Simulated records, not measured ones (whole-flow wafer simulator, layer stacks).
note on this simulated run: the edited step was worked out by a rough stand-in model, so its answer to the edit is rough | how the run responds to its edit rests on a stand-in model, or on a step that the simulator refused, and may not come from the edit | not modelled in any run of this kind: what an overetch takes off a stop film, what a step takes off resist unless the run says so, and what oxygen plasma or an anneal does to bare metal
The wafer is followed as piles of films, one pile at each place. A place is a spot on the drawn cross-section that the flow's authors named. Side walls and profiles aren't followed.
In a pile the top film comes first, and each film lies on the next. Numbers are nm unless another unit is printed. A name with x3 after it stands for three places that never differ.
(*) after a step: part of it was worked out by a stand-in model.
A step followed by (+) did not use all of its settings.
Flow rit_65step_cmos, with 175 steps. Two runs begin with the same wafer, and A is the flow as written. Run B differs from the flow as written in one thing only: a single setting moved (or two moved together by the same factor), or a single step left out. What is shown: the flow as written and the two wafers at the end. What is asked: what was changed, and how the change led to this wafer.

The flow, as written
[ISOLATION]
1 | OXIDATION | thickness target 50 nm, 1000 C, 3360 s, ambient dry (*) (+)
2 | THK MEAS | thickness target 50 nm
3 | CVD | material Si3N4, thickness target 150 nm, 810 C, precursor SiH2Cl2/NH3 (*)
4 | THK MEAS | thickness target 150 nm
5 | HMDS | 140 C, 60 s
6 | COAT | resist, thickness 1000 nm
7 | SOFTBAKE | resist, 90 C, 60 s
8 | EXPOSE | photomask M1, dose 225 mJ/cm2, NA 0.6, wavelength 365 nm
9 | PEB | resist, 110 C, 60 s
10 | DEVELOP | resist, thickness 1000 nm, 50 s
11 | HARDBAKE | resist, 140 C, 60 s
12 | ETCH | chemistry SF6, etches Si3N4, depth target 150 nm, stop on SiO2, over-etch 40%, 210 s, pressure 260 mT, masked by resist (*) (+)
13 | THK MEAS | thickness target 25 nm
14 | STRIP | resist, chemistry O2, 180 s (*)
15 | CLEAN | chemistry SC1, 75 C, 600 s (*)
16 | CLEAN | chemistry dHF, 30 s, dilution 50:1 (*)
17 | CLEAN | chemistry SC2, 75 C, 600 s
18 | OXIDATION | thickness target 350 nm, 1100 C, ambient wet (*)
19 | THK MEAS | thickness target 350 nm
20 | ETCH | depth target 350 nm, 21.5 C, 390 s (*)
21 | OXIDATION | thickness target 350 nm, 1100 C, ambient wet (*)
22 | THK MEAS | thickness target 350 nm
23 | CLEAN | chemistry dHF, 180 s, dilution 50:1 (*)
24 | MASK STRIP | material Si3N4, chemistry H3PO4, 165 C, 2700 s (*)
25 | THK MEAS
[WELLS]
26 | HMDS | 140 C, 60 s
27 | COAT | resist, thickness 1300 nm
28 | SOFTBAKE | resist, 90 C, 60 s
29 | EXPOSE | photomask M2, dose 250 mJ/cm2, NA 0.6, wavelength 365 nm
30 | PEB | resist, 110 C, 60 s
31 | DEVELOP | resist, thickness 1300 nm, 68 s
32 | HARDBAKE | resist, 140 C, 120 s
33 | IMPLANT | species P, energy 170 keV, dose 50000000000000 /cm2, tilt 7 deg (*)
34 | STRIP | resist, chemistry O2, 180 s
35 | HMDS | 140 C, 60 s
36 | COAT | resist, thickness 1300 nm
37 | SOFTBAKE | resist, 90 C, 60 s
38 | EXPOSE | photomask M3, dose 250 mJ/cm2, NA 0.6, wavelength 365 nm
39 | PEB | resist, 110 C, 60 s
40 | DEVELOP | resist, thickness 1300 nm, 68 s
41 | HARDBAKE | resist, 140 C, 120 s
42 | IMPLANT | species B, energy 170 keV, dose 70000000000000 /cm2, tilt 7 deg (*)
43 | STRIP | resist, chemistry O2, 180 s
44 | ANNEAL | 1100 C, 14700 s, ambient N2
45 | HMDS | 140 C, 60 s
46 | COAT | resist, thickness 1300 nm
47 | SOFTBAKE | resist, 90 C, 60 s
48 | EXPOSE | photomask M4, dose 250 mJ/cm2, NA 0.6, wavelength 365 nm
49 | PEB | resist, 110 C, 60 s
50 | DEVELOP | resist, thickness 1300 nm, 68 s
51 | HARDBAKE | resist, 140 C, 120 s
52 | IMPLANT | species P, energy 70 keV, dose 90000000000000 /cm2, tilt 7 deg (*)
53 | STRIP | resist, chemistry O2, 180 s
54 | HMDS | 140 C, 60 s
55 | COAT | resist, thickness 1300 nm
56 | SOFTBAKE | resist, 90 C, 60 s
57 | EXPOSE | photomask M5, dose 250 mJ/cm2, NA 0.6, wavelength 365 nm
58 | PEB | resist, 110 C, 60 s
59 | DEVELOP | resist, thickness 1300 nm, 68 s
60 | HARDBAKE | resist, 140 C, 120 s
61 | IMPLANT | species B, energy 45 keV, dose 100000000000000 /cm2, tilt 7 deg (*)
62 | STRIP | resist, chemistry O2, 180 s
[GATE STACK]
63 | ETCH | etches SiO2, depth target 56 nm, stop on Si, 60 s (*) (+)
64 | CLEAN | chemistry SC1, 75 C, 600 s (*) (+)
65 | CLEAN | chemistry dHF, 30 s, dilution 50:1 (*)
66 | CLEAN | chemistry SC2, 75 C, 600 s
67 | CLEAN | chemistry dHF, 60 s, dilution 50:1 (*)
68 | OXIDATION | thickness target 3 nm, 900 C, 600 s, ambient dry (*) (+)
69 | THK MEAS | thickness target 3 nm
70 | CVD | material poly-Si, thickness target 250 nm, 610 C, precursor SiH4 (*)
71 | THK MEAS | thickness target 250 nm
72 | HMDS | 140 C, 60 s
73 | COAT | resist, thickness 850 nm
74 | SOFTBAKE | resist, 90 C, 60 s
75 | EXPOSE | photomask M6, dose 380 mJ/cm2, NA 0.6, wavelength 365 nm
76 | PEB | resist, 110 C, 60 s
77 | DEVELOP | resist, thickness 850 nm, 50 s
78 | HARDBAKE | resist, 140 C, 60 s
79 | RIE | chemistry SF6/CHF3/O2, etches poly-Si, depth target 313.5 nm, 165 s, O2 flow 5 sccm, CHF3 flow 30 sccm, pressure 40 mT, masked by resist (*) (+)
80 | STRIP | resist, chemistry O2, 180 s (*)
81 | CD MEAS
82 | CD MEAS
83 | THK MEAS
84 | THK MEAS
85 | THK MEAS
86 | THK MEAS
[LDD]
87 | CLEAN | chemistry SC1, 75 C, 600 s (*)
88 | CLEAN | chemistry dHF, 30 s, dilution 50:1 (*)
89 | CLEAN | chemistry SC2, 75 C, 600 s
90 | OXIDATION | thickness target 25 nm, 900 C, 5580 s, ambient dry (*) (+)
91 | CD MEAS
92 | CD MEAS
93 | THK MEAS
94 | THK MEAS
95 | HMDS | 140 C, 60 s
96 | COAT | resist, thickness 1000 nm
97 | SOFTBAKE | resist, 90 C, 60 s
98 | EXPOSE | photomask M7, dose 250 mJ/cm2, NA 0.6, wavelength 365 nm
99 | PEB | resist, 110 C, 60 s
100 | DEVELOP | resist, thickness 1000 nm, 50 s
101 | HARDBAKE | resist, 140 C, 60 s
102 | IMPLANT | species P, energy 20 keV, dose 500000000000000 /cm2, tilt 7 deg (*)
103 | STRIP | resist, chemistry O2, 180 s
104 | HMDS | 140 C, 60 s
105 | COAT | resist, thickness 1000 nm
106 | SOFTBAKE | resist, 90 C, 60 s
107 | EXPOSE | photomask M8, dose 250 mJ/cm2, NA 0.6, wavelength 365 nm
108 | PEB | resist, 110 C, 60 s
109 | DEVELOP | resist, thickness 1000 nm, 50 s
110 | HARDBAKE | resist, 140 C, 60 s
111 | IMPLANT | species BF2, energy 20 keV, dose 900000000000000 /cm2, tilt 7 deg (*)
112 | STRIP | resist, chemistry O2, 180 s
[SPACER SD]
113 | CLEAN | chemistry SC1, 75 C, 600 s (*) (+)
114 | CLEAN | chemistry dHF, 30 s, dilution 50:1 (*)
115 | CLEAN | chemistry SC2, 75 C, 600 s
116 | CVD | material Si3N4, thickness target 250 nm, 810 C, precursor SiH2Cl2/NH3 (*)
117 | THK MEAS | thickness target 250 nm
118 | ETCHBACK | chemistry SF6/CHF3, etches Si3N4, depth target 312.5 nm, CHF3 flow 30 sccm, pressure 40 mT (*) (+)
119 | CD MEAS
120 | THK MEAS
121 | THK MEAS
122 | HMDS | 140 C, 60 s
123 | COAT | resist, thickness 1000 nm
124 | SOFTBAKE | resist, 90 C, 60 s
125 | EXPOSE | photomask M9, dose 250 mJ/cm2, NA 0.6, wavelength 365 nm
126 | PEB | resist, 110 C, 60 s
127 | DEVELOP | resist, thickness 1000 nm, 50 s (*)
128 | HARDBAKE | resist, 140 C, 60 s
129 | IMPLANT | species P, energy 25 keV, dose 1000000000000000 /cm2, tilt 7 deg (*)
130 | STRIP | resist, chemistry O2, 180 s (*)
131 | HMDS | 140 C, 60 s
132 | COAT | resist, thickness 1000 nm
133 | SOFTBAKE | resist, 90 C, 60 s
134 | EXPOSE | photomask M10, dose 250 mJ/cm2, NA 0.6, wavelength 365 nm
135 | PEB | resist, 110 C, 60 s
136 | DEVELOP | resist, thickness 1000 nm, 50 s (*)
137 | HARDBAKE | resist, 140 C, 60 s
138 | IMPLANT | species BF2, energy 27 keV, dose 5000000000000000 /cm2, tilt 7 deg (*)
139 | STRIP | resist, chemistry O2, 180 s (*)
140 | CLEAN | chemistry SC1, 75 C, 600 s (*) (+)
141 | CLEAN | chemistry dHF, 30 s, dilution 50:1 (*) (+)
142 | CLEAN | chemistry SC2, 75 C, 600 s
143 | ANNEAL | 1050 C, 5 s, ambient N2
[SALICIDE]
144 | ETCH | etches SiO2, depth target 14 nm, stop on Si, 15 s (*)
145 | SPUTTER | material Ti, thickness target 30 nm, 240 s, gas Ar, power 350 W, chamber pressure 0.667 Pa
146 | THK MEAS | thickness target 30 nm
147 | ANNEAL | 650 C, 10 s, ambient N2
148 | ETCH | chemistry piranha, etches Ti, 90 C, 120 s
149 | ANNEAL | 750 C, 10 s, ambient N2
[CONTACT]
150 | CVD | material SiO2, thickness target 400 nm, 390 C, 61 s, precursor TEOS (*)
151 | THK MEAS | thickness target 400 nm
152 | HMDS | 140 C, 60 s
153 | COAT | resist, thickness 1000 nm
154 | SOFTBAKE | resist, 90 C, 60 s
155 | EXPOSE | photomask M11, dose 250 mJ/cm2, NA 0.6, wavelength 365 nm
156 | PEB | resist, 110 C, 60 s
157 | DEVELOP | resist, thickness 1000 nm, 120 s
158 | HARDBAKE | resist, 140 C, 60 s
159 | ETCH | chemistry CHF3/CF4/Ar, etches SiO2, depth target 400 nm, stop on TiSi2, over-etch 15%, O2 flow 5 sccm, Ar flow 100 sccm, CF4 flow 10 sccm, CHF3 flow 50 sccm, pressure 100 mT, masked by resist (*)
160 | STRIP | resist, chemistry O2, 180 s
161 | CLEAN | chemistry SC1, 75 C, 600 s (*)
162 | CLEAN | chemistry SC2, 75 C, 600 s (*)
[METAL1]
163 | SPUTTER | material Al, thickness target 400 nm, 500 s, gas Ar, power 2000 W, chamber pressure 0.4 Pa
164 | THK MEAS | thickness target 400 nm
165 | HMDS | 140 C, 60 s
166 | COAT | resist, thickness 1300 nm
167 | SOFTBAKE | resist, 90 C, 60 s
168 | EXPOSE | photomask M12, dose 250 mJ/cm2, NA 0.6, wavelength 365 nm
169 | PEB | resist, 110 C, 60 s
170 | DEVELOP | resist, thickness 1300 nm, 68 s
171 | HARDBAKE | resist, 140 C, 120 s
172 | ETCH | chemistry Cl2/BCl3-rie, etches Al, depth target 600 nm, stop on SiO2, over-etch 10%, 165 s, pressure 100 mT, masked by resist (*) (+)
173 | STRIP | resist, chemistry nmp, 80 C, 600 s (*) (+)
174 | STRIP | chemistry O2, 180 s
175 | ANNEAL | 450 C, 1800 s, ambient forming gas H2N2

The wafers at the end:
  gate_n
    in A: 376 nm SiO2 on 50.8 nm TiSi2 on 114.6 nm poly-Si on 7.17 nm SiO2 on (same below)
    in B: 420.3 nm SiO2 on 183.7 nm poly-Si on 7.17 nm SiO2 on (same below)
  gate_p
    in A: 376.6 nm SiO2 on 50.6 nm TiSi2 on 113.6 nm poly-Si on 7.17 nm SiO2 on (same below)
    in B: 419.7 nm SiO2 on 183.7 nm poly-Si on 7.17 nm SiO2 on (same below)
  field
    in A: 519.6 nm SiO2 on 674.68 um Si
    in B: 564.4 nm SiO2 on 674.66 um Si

The reason: step 90, OXIDATION: 1080 C was run, though the flow has 900 C.

The path from the change to this, step by step:
  90 | OXIDATION | thickness target 25 nm, 900 C, 5580 s, ambient dry (*) (+)
      active_n, active_p, spacer, spacer_p, sd_n, sd_p, contact, m1: A SiO2 gains 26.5 (new film), chemical SiO2 loses 0.4 (all of it), Si loses 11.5 | B SiO2 gains 131.2 (new film), chemical SiO2 loses 0.4 (all of it), Si loses 57.5
      field, field_pw: A SiO2 gains 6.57, Si loses 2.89 | B SiO2 gains 51.4, Si loses 22.6
      (as well as at 4 more places)
  96 | COAT | resist, thickness 1000 nm
      field: A resist gains 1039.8 (new film) | B resist gains 1064.6 (new film)
      field_p: A resist gains 1046.3 (new film) | B resist gains 1070.6 (new film)
  99 | PEB | resist, 110 C, 60 s
      field: A resist loses 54 | B resist loses 55.5
      field_nw: A resist loses 53.8 | B resist loses 54.9
      (as well as at 1 more place)
  100 | DEVELOP | resist, thickness 1000 nm, 50 s
      field: A resist loses 985.8 (all of it) | B resist loses 1009.1 (all of it)
  101 | HARDBAKE | resist, 140 C, 60 s
      field_nw: A resist loses 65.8 | B resist loses 67.3
      field_p: A resist loses 66.5 | B resist loses 68.5
  103 | STRIP | resist, chemistry O2, 180 s
      field_p: A resist loses 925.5 (all of it) | B resist loses 946.2 (all of it)
  105 | COAT | resist, thickness 1000 nm
      field: A resist gains 1039.8 (new film) | B resist gains 1064.6 (new film)
      field_p: A resist gains 1046.3 (new film) | B resist gains 1070.6 (new film)
  108 | PEB | resist, 110 C, 60 s
      field: A resist loses 54 | B resist loses 55.5
      field_nw: A resist loses 53.8 | B resist loses 54.9
      (as well as at 1 more place)
  109 | DEVELOP | resist, thickness 1000 nm, 50 s
      field_p: A resist loses 992 (all of it) | B resist loses 1014.8 (all of it)
  110 | HARDBAKE | resist, 140 C, 60 s
      field: A resist loses 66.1 | B resist loses 68.1
      field_nw: A resist loses 65.8 | B resist loses 67.3
  112 | STRIP | resist, chemistry O2, 180 s
      field: A resist loses 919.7 (all of it) | B resist loses 941 (all of it)
  118 | ETCHBACK | chemistry SF6/CHF3, etches Si3N4, depth target 312.5 nm, CHF3 flow 30 sccm, pressure 40 mT (*) (+)
      gate_n: A Si3N4 loses 250 (all of it), SiO2 loses 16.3 (all of it), poly-Si loses 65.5 | B Si3N4 loses 250 (all of it), SiO2 loses 48.1
      gate_p: A Si3N4 loses 250 (all of it), SiO2 loses 15.7 (all of it), poly-Si loses 66.7 | B Si3N4 loses 250 (all of it), SiO2 loses 48.1
      (as well as at 2 more places)
  123 | COAT | resist, thickness 1000 nm
      gate_n: A resist gains 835 (new film) | B resist gains 771.4 (new film)
      gate_p: A resist gains 836.1 (new film) | B resist gains 771.7 (new film)
      (as well as at 2 more places)
  126 | PEB | resist, 110 C, 60 s
      gate_n, gate_p: A resist loses 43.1 | B resist loses 39.7
      spacer: A resist loses 41.9 | B resist loses 40.3
      (as well as at 1 more place)
  127 | DEVELOP | resist, thickness 1000 nm, 50 s (*)
      gate_n: A resist loses 791.9 (all of it) | B resist loses 731.8 (all of it)
      spacer: A resist loses 772.3 (all of it) | B resist loses 743.7 (all of it)
  128 | HARDBAKE | resist, 140 C, 60 s
      gate_p: A resist loses 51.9 | B resist loses 47.3
      spacer_p: A resist loses 50.4 | B resist loses 48.2
  ... another 20 steps ...
  170 | DEVELOP | resist, thickness 1300 nm, 68 s
      gate_n: A resist loses 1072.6 (all of it) | B resist loses 1030.2 (all of it)
      gate_p: A resist loses 1076.3 (all of it) | B resist loses 1034.1 (all of it)
      (as well as at 2 more places)
